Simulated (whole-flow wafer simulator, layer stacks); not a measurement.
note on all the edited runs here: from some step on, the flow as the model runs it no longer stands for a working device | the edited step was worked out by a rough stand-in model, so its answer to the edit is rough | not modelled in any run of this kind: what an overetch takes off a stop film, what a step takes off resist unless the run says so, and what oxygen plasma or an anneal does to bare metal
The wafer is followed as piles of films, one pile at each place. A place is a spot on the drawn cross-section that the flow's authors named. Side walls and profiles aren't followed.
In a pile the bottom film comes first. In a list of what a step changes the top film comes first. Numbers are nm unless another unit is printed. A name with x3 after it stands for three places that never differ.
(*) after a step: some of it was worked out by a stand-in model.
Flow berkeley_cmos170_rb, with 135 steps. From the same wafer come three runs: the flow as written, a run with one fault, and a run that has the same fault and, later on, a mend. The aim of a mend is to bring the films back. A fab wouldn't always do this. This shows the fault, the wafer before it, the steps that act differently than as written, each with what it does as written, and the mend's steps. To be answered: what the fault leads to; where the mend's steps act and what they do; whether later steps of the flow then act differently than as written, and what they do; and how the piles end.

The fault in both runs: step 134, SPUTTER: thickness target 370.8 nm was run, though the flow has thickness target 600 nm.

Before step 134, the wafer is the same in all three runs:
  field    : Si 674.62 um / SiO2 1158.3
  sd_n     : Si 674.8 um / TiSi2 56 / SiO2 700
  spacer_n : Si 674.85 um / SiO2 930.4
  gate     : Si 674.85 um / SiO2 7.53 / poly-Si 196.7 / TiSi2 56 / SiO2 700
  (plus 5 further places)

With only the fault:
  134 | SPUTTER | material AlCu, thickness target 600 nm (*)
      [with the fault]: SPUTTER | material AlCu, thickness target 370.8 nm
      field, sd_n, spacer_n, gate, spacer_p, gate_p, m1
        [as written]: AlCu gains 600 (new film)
        [with the fault]: AlCu gains 370.8 (new film)
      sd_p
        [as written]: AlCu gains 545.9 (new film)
        [with the fault]: AlCu gains 331.5 (new film)
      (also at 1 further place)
  Later steps of the flow that are run all act as written at every place that is followed.
  At field, sd_n, spacer_n and 6 more, the piles at the end differ from the flow's by more than 2% or 0.5 nm, whichever is larger.
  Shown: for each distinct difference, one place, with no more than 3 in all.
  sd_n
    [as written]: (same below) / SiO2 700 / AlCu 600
    [with the fault]: (same below) / SiO2 700 / AlCu 370.8
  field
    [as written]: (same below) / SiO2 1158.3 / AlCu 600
    [with the fault]: (same below) / SiO2 1158.3 / AlCu 370.8
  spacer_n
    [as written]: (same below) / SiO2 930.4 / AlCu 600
    [with the fault]: (same below) / SiO2 930.4 / AlCu 370.8

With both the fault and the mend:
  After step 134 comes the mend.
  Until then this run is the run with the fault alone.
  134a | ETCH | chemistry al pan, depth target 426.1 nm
      field, sd_n, spacer_n, gate, spacer_p, gate_p, m1
        AlCu loses 370.8 (all of it)
      sd_p
        AlCu loses 331.5 (all of it)
      contact
        AlCu loses 260.8 (all of it)
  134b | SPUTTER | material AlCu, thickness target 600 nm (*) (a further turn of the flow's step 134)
      field, sd_n, spacer_n, gate, spacer_p, gate_p, m1
        AlCu gains 600 (new film)
      sd_p
        AlCu gains 545.9 (new film)
      contact
        AlCu gains 415.1 (new film)
  Later steps of the flow that are run all act as written at every place that is followed.
  By the end, the piles equal the flow's at every place that both follow.
